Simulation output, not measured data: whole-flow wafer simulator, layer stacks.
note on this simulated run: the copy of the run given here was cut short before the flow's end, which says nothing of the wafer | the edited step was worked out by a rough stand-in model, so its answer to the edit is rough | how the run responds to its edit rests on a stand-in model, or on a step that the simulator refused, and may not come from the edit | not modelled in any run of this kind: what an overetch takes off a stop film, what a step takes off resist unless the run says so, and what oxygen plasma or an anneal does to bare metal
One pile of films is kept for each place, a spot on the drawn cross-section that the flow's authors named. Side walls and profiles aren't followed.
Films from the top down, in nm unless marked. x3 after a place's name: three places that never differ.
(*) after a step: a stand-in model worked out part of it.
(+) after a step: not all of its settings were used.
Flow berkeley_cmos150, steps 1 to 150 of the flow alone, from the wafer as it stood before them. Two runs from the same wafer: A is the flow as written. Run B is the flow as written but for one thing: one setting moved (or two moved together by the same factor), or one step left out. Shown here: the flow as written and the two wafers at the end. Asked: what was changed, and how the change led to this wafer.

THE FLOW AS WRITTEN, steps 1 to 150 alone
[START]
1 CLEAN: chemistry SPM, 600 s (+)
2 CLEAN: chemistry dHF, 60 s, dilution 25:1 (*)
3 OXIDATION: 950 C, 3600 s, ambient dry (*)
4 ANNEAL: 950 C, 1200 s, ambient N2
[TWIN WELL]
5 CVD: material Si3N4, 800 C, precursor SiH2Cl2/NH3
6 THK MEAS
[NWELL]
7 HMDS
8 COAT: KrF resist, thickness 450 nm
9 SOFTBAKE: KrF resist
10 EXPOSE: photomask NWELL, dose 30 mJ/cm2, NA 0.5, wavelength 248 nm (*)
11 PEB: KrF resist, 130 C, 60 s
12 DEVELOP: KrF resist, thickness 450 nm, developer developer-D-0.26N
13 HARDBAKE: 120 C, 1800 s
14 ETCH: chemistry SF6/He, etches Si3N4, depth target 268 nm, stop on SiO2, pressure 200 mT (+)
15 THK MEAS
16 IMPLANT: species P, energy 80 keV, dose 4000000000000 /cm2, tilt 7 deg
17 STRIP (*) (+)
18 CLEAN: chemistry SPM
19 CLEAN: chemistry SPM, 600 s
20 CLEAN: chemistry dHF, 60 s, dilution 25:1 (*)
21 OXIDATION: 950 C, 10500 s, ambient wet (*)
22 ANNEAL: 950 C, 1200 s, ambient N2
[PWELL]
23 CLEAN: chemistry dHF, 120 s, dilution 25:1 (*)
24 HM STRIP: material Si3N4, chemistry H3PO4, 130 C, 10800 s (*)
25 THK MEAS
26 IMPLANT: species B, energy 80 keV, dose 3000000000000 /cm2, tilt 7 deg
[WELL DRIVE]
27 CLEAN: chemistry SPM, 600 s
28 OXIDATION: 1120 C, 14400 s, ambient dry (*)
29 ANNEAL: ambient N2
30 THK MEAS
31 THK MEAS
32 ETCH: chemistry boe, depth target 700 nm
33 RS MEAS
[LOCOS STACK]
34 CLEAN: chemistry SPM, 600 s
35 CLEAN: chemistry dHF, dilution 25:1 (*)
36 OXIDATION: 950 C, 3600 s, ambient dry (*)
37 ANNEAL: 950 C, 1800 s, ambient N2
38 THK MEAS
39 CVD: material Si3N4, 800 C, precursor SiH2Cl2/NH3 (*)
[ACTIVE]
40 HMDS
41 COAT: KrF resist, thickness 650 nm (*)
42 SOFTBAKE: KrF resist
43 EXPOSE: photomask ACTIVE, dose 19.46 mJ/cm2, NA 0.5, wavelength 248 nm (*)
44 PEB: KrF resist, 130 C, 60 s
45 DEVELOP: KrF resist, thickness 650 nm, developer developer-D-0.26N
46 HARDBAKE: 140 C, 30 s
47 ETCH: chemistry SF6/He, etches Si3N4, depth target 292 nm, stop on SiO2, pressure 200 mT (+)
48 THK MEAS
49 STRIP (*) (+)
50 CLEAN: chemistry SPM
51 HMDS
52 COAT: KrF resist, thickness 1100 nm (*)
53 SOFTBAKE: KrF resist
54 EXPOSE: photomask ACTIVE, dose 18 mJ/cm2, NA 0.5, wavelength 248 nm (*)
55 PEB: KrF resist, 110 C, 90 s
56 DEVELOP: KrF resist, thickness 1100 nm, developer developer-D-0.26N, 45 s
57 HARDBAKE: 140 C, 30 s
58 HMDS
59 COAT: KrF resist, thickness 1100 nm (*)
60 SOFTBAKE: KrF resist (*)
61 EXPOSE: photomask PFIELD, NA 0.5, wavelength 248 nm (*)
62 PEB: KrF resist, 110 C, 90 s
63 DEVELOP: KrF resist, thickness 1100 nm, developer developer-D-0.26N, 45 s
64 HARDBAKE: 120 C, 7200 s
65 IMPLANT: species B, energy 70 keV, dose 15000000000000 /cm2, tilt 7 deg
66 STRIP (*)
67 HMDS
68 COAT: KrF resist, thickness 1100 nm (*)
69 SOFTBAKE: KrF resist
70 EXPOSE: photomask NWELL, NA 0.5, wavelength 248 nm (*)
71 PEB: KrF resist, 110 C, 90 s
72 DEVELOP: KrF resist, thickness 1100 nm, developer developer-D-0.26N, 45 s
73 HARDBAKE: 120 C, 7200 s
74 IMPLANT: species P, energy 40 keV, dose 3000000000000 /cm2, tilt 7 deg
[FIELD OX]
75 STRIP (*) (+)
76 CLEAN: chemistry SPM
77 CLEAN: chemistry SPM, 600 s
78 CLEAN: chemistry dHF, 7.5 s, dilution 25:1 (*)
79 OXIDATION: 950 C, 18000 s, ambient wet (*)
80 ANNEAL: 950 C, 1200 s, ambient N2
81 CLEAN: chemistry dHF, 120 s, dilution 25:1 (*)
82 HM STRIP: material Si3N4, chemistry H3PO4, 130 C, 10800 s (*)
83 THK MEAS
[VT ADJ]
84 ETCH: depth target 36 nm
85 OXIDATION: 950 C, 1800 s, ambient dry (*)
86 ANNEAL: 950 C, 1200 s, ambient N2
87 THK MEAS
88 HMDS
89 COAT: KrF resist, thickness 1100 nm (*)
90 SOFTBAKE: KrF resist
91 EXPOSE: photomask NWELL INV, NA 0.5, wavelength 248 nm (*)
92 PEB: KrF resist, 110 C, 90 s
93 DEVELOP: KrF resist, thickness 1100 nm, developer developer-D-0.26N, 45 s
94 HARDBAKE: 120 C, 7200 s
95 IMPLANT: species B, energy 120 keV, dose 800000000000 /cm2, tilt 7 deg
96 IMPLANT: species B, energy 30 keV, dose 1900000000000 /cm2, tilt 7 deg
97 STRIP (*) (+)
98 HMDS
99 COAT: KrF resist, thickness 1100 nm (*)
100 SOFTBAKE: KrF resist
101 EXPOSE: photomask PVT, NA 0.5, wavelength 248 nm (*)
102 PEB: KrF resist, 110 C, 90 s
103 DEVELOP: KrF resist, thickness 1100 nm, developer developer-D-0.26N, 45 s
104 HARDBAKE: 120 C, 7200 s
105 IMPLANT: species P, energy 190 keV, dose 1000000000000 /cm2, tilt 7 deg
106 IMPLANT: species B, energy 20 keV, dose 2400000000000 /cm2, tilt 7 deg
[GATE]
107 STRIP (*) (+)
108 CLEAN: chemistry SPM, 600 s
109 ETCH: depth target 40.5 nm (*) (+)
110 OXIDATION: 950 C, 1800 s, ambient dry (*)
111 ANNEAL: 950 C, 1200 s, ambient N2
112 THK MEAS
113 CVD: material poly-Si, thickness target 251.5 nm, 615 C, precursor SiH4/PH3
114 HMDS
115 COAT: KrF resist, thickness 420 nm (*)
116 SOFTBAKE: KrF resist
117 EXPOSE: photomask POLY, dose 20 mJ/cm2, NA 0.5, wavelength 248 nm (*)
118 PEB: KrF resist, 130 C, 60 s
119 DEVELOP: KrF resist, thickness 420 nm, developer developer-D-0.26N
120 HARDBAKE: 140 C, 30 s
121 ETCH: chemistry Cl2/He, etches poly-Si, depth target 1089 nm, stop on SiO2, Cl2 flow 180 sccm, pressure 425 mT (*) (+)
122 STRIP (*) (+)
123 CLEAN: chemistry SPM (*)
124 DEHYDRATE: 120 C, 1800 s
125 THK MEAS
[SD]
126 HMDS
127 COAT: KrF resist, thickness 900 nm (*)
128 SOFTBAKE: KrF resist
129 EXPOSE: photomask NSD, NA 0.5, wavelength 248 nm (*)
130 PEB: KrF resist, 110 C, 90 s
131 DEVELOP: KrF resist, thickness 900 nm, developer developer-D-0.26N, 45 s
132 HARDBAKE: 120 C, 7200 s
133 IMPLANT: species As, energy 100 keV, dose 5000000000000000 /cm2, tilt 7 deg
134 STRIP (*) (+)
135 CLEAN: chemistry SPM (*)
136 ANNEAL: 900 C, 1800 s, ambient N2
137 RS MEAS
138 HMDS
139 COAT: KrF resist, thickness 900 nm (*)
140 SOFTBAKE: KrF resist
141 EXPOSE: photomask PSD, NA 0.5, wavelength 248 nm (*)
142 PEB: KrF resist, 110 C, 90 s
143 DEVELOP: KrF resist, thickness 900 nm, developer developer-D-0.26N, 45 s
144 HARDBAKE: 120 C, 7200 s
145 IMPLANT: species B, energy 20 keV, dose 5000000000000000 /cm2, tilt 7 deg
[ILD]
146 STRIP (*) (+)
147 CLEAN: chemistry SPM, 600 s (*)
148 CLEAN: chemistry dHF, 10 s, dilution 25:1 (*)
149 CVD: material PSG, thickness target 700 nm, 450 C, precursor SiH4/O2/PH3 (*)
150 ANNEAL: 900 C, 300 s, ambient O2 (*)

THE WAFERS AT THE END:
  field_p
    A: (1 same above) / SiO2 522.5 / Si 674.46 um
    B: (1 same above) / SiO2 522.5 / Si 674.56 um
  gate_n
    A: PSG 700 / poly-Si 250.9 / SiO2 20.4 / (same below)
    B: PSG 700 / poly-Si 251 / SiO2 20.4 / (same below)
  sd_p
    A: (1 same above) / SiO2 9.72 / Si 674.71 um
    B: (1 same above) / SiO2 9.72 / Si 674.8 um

The cause: step 21, OXIDATION: 855 C was run, where the flow has 950 C.

How the change led to this, step by step:
  21 OXIDATION: 950 C, 10500 s, ambient wet (*)
      field, sd_n, gate_n, contact, m1: A SiO2 +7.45 (new film), Si3N4 -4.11 | B SiO2 +1.35 (new film), Si3N4 -0.75
      field_p, sd_p, gate_p: A SiO2 +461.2, Si -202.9 | B SiO2 +148.8, Si -65.5
  23 CLEAN: chemistry dHF, 120 s, dilution 25:1 (*)
      field, sd_n, gate_n, contact, m1: A SiO2 -7.45 (all of it), Si3N4 -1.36 | B SiO2 -1.35 (all of it), Si3N4 -1.9
  24 HM STRIP: material Si3N4, chemistry H3PO4, 130 C, 10800 s (*)
      field, sd_n, gate_n, contact, m1: A Si3N4 -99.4 (all of it), SiO2 -1.87 | B Si3N4 -102.2 (all of it), SiO2 -1.85
  28 OXIDATION: 1120 C, 14400 s, ambient dry (*)
      field_p, sd_p, gate_p: A SiO2 +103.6, Si -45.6 | B SiO2 +194.1, Si -85.4
  32 ETCH: chemistry boe, depth target 700 nm
      field_p, sd_p, gate_p: A SiO2 -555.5 (all of it) | B SiO2 -333.6 (all of it)
  41 COAT: KrF resist, thickness 650 nm (*)
      field_p: A KrF resist +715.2 (new film) | B KrF resist +667.6 (new film)
      sd_p: A KrF resist +694.3 (new film) | B KrF resist +662.2 (new film)
      (and at 1 more place)
  45 DEVELOP: KrF resist, thickness 650 nm, developer developer-D-0.26N
      field_p: A KrF resist -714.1 (all of it) | B KrF resist -666.6 (all of it)
  46 HARDBAKE: 140 C, 30 s
      sd_p: A KrF resist -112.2 | B KrF resist -106.9
      gate_p: A KrF resist -111.5 | B KrF resist -106.7
  49 STRIP (*) (+)
      sd_n: A KrF resist -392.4 (all of it) | B KrF resist -402.1 (all of it)
      sd_p: A KrF resist -442.9 (all of it) | B KrF resist -416.1 (all of it)
      (and at 1 more place)
  52 COAT: KrF resist, thickness 1100 nm (*)
      field_p: A KrF resist +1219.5 (new film) | B KrF resist +1159 (new film)
      sd_p: A KrF resist +1111.6 (new film) | B KrF resist +1062.4 (new film)
      (and at 1 more place)
  56 DEVELOP: KrF resist, thickness 1100 nm, developer developer-D-0.26N, 45 s
      field_p: A KrF resist -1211 (all of it) | B KrF resist -1150.9 (all of it)
  57 HARDBAKE: 140 C, 30 s
      sd_p: A KrF resist -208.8 | B KrF resist -199.4
      gate_p: A KrF resist -209.5 | B KrF resist -200.6
  59 COAT: KrF resist, thickness 1100 nm (*)
      field_p: A KrF resist +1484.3 (new film) | B KrF resist +1418.4 (new film)
      sd_p: A KrF resist +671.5 | B KrF resist +650.2
      (and at 1 more place)
  62 PEB: KrF resist, 110 C, 90 s
      field_p: A KrF resist -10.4 | B KrF resist -9.88
  64 HARDBAKE: 120 C, 7200 s
      field_p: A KrF resist -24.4 | B KrF resist -23.2
  66 STRIP (*)
      field_p: A KrF resist -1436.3 (all of it) | B KrF resist -1372 (all of it)
      sd_p: A KrF resist -1525.1 (all of it) | B KrF resist -1464.8 (all of it)
      (and at 1 more place)
  ... 20 more steps ...
  146 STRIP (*) (+)
      field: A KrF resist -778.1 (all of it) | B KrF resist -797.3 (all of it)
      field_p: A KrF resist -882.7 (all of it) | B KrF resist -827.4 (all of it)
